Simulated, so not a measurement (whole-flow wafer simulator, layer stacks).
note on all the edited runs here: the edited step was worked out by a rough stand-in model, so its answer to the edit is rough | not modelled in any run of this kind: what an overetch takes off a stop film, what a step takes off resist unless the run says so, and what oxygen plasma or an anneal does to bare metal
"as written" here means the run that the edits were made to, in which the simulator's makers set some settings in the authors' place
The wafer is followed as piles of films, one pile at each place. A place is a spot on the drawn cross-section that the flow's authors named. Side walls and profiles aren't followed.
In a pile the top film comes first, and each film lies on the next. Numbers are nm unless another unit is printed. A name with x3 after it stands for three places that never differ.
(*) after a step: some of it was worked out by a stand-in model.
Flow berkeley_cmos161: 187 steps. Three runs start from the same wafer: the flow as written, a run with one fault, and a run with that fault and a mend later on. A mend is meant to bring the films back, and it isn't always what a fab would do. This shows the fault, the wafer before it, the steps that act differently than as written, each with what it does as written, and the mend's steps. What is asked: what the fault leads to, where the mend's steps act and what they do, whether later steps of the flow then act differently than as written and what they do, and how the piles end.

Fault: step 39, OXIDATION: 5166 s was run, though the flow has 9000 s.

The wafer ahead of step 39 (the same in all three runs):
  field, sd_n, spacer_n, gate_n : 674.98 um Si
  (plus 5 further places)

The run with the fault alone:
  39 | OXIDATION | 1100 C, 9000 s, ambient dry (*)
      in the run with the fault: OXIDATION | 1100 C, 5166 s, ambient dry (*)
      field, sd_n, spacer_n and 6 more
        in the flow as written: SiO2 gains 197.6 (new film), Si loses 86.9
        in the run with the fault: SiO2 gains 140.6 (new film), Si loses 61.8
  Steps later in the flow that act otherwise than as written:
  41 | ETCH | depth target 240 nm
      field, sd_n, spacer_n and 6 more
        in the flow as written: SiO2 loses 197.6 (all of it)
        in the run with the fault: SiO2 loses 140.6 (all of it)
  At the end the piles are close to the flow's at the places that both follow, differing by at most 2% or 0.5 nm, whichever is larger.

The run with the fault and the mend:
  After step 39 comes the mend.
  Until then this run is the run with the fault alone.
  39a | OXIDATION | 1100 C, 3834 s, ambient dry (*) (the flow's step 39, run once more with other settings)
      field, sd_n, spacer_n and 6 more
        SiO2 gains 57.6, Si loses 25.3
  Every later step of the flow that is run acts as written, at every place that is followed, to within 2% or 0.5 nm, whichever is larger.
  At the end the piles are close to the flow's at the places that both follow, differing by at most 2% or 0.5 nm, whichever is larger.
